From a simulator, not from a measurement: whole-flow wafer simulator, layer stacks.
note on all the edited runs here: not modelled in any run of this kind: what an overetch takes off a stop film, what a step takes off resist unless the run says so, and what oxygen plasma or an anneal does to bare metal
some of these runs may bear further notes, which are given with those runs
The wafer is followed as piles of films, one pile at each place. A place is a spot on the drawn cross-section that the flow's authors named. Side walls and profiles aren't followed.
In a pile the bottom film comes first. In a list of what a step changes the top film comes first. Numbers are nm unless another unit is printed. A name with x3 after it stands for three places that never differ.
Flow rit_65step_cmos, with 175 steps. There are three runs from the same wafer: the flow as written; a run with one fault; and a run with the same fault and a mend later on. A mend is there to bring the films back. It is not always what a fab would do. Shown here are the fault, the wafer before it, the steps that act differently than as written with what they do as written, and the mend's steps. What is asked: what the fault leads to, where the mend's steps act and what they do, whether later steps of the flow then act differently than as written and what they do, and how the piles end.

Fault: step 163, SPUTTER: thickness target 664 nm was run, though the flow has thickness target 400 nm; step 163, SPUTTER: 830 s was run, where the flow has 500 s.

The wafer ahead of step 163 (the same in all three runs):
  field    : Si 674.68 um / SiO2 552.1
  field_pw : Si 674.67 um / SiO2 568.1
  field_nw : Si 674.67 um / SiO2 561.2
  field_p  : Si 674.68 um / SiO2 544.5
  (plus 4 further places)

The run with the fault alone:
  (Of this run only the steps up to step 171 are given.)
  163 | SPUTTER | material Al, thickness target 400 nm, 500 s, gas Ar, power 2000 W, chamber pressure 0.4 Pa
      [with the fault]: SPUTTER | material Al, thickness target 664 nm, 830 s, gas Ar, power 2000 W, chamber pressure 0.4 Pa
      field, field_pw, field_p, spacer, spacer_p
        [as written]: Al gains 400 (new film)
        [with the fault]: Al gains 664 (new film)
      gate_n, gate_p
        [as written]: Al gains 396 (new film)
        [with the fault]: Al gains 583.6 (new film)
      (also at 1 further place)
  Later steps of the flow acting differently than as written:
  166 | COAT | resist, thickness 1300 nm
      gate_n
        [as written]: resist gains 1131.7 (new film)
        [with the fault]: resist gains 1210.8 (new film)
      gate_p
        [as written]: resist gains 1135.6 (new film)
        [with the fault]: resist gains 1214.1 (new film)
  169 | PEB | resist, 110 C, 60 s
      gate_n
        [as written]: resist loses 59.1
        [with the fault]: resist loses 63.5
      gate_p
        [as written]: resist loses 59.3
        [with the fault]: resist loses 63.6
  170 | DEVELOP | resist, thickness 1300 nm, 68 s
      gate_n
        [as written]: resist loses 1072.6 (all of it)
        [with the fault]: resist loses 1147.3 (all of it)
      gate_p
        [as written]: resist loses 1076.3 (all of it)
        [with the fault]: resist loses 1150.5 (all of it)
  The piles after step 171 differ from the flow's at field, field_pw, field_nw, field_p, gate_n, gate_p, spacer, spacer_p by more than 2% or 0.5 nm, whichever is larger.
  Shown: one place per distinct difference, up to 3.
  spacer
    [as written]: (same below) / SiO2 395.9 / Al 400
    [with the fault]: (same below) / SiO2 395.9 / Al 664
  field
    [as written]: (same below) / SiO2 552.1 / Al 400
    [with the fault]: (same below) / SiO2 552.1 / Al 664
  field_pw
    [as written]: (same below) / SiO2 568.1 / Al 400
    [with the fault]: (same below) / SiO2 568.1 / Al 664

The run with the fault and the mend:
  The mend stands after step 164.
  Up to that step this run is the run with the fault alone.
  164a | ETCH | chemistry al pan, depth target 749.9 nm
      field, field_pw, field_nw, field_p, spacer, spacer_p
        Al loses 664 (all of it)
      gate_n, gate_p
        Al loses 583.6 (all of it)
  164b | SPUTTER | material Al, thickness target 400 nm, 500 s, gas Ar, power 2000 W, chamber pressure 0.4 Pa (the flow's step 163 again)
      field, field_pw, field_p, spacer, spacer_p
        Al gains 400 (new film)
      gate_n, gate_p
        Al gains 396 (new film)
      field_nw
        Al gains 397.2 (new film)
  None of the later steps of the flow acts differently than as written at any place that is followed.
  By the end, the piles equal the flow's at every place that both follow.
